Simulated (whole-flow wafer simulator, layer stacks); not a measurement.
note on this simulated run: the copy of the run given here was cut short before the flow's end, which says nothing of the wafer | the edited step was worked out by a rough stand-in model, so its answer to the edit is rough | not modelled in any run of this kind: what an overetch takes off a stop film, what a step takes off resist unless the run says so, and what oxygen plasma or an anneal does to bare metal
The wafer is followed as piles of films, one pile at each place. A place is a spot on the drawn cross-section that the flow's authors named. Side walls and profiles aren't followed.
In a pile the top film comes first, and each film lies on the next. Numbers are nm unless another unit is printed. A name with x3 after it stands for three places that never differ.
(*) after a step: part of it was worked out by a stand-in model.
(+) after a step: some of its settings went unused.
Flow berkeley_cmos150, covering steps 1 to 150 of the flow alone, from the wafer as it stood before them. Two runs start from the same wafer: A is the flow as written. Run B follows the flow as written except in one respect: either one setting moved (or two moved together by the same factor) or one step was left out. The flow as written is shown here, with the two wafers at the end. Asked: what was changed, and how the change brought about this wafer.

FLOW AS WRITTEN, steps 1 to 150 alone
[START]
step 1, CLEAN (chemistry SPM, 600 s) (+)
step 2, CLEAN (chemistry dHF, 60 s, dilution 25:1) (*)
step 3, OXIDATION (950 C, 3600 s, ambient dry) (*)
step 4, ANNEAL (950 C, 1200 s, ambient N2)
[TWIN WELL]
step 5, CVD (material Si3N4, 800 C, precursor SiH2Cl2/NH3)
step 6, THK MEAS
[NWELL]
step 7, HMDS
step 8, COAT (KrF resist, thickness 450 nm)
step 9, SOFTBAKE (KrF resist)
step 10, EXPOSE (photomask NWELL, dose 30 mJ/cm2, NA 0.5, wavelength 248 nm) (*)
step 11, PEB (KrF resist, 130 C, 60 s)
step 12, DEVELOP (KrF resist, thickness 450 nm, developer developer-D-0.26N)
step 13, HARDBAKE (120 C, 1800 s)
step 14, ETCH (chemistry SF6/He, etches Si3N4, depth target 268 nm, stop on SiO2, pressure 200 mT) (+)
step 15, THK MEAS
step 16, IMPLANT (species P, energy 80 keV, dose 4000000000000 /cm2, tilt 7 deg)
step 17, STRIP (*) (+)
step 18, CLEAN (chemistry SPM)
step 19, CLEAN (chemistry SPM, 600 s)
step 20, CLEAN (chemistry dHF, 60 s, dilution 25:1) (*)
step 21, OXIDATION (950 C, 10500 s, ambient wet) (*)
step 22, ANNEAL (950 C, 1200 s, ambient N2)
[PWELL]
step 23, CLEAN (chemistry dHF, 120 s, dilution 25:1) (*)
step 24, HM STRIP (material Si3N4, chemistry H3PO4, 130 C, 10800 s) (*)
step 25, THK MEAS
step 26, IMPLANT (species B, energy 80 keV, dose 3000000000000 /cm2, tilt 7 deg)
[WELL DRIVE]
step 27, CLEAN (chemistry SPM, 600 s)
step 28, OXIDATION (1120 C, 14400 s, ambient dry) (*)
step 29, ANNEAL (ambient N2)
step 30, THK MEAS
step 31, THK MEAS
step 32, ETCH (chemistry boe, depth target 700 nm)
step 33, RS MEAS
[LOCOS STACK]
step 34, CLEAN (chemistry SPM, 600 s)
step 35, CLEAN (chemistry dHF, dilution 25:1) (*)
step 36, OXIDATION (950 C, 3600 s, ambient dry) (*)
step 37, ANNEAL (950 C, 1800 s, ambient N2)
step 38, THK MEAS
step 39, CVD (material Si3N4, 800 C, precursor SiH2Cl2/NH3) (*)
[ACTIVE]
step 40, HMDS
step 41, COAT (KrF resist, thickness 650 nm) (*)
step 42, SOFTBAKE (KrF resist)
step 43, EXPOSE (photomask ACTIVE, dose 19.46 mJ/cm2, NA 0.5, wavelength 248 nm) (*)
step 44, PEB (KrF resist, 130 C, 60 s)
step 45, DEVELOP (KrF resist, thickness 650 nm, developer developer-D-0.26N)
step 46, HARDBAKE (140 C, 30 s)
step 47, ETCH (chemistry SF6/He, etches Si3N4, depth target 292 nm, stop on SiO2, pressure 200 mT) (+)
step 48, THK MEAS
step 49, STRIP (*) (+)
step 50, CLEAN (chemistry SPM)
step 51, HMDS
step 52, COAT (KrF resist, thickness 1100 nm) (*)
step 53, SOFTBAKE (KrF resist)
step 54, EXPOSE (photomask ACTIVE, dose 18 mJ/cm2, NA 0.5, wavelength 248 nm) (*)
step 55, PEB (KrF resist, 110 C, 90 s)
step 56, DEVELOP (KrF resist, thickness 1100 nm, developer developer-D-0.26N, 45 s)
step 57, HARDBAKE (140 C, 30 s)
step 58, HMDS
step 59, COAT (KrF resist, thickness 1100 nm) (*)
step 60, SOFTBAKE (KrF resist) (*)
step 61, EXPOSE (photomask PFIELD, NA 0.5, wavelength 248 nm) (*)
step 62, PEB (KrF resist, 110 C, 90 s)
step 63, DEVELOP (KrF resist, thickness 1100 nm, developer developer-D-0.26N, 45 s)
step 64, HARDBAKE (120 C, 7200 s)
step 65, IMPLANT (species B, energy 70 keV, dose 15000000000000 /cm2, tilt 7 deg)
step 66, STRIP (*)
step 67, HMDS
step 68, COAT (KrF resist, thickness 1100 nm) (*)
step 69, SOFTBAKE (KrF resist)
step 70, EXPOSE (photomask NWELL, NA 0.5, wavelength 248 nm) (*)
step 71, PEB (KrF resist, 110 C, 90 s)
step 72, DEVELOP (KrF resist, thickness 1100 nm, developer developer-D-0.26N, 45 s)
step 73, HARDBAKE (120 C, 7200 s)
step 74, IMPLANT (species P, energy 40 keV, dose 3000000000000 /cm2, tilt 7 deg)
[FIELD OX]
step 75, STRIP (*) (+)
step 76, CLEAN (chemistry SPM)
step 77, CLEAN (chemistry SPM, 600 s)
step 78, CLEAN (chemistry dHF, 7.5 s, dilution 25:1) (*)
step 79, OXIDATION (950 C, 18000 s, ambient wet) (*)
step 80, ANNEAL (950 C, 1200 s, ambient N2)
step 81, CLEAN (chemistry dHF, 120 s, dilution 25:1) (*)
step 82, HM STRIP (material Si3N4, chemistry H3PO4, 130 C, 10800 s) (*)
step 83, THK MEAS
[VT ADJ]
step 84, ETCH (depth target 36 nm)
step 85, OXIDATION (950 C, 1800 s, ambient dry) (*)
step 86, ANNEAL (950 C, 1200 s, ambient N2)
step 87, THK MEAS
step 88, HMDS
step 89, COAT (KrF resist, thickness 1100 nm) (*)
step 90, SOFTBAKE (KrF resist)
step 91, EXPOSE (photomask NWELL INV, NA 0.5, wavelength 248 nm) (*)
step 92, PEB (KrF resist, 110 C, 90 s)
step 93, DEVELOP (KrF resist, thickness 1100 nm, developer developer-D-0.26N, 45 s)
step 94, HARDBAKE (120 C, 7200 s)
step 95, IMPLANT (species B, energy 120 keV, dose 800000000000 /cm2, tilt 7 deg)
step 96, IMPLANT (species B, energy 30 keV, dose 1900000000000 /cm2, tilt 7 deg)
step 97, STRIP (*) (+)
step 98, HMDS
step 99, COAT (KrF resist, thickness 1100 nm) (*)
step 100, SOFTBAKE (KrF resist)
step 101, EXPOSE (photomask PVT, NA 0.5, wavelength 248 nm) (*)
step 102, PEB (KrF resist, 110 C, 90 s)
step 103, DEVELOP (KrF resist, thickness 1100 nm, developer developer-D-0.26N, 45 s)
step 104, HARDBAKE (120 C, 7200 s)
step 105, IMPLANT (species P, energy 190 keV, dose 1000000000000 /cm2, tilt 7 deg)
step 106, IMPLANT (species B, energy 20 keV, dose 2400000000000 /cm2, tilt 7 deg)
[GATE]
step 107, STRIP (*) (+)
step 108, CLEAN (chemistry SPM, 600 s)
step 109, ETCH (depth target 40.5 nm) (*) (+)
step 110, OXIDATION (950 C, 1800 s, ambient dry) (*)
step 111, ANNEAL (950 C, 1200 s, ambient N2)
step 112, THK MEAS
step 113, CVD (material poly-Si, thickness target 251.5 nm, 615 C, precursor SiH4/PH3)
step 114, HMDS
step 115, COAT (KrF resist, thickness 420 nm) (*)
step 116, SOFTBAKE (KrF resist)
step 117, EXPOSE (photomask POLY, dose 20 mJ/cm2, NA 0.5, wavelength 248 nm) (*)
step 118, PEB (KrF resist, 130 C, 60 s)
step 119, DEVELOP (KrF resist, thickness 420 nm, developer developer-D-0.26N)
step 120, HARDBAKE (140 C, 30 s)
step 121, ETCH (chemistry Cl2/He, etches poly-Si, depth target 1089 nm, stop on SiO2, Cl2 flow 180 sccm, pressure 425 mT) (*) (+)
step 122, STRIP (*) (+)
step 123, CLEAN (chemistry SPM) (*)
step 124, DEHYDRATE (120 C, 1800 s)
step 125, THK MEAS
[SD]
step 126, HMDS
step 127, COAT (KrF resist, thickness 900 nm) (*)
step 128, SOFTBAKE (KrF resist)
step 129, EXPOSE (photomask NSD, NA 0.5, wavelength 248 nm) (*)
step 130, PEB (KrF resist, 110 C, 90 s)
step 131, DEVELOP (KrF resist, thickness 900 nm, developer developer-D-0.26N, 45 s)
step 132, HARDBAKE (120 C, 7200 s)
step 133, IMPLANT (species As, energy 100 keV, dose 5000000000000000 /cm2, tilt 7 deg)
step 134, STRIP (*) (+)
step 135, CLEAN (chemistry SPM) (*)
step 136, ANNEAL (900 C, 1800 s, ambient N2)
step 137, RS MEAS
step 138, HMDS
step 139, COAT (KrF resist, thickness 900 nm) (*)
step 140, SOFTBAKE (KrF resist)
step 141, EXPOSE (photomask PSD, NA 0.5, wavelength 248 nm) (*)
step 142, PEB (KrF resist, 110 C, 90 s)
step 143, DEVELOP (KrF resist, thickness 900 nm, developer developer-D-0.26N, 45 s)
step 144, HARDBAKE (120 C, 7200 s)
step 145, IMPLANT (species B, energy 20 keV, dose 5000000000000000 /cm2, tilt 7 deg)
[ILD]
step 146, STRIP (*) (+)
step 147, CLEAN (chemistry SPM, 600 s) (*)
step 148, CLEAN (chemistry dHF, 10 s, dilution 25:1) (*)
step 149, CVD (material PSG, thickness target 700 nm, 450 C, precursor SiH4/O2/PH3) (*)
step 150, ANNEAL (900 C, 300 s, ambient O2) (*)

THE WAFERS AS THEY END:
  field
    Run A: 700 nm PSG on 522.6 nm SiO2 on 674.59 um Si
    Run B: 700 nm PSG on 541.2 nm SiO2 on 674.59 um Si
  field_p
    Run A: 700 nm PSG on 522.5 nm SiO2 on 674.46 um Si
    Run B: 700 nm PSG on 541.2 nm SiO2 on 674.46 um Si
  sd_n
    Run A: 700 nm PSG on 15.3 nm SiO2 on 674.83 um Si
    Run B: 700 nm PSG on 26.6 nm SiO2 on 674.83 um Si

The reason: step 109, ETCH: depth target 21.75 nm was run, though the flow has depth target 40.5 nm.

Step by step, how the change led to this:
  step 109, ETCH (depth target 40.5 nm) (*) (+)
      sd_n: A SiO2 loses 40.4 (all of it) | B SiO2 loses 21.7
      field, field_p: A SiO2 loses 40.5 | B SiO2 loses 21.8
  step 110, OXIDATION (950 C, 1800 s, ambient dry) (*)
      sd_n: A SiO2 gains 20.4 (new film), Si loses 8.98 | B SiO2 gains 13, Si loses 5.73
  step 120, HARDBAKE (140 C, 30 s)
      gate_n: A KrF resist loses 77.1 | B KrF resist loses 78.7
  step 122, STRIP (*) (+)
      gate_n: A chemical SiO2 gains 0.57 (new film), KrF resist loses 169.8 (all of it), poly-Si loses 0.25 | B chemical SiO2 gains 0.57 (new film), KrF resist loses 177.4 (all of it), poly-Si loses 0.25
